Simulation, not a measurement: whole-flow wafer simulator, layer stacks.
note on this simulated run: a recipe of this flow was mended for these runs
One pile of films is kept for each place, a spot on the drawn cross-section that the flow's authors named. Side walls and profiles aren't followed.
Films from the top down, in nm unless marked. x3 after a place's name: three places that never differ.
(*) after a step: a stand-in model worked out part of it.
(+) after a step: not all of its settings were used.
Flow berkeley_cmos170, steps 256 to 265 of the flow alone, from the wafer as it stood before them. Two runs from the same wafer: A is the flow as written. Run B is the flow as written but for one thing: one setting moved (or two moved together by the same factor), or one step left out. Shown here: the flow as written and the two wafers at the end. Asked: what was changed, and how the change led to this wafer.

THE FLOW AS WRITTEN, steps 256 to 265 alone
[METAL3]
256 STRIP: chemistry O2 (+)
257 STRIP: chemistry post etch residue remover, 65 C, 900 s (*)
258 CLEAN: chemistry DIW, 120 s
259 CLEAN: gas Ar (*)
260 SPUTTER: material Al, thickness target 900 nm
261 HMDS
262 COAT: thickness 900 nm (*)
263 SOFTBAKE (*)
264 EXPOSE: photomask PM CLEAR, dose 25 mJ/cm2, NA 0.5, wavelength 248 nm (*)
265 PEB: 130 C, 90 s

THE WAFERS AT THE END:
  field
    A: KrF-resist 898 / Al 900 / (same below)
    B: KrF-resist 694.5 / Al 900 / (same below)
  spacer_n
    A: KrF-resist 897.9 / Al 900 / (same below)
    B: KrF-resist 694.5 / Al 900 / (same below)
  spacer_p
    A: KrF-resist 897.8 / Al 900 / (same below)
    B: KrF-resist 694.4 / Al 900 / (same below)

The cause: step 262, COAT: thickness 696 nm was run, where the flow has thickness 900 nm.

How the change led to this, step by step:
  262 COAT: thickness 900 nm (*)
      field, mark: A KrF-resist +900 (new film) | B KrF-resist +696 (new film)
      sd_p, spacer_p: A KrF-resist +899.8 (new film) | B KrF-resist +695.8 (new film)
      (and at 9 more places)
  265 PEB: 130 C, 90 s
      field, mark, sd_n, spacer_n, gate_n, sd_p, spacer_p, gate_p: A KrF-resist -2 | B KrF-resist -1.48
      contact: A KrF-resist -2 | B KrF-resist -1.47
      (and at 4 more places)
